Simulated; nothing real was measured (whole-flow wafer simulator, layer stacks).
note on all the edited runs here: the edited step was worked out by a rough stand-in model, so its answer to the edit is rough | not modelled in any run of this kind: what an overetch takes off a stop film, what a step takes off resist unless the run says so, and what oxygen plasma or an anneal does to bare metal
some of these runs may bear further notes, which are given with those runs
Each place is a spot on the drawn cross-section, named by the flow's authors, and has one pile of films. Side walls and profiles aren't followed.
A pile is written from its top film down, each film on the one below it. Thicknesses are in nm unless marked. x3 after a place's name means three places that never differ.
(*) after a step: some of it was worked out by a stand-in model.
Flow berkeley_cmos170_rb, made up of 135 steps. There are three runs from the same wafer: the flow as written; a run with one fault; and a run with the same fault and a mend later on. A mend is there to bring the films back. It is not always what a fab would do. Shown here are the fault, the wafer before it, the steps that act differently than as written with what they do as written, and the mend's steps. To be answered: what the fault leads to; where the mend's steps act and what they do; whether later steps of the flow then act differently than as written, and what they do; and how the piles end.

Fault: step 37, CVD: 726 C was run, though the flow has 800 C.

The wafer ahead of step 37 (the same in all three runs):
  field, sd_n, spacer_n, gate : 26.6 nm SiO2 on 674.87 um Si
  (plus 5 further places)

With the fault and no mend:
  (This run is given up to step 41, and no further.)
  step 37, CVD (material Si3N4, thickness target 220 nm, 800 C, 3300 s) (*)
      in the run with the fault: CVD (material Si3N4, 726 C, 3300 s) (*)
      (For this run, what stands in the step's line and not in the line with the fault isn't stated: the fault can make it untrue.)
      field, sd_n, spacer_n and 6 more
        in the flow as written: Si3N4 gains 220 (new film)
        in the run with the fault: Si3N4 gains 62.4 (new film)
  Later steps of the flow up to step 41 that are run all act as written at every place that is followed.
  Once step 41 is done, the piles at field, sd_n, spacer_n and 6 more depart from the flow's by more than 2% or 0.5 nm, whichever is larger.
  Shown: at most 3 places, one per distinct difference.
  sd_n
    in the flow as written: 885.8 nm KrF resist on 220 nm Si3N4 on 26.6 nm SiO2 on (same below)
    in the run with the fault: 885.8 nm KrF resist on 62.4 nm Si3N4 on 26.6 nm SiO2 on (same below)
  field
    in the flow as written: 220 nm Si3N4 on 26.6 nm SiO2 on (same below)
    in the run with the fault: 62.4 nm Si3N4 on 26.6 nm SiO2 on (same below)

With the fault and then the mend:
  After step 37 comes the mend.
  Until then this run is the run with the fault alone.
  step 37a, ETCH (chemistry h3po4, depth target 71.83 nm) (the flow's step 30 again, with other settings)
      field, sd_n, spacer_n and 6 more
        Si3N4 loses 62.4 (all of it)
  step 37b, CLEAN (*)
      does not change any film at any place that is followed
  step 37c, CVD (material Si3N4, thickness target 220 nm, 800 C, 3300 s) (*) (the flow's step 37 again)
      field, sd_n, spacer_n and 6 more
        Si3N4 gains 220 (new film)
  Later steps of the flow that are run all act as written at every place that is followed.
  By the end, the piles equal the flow's at every place that both follow.
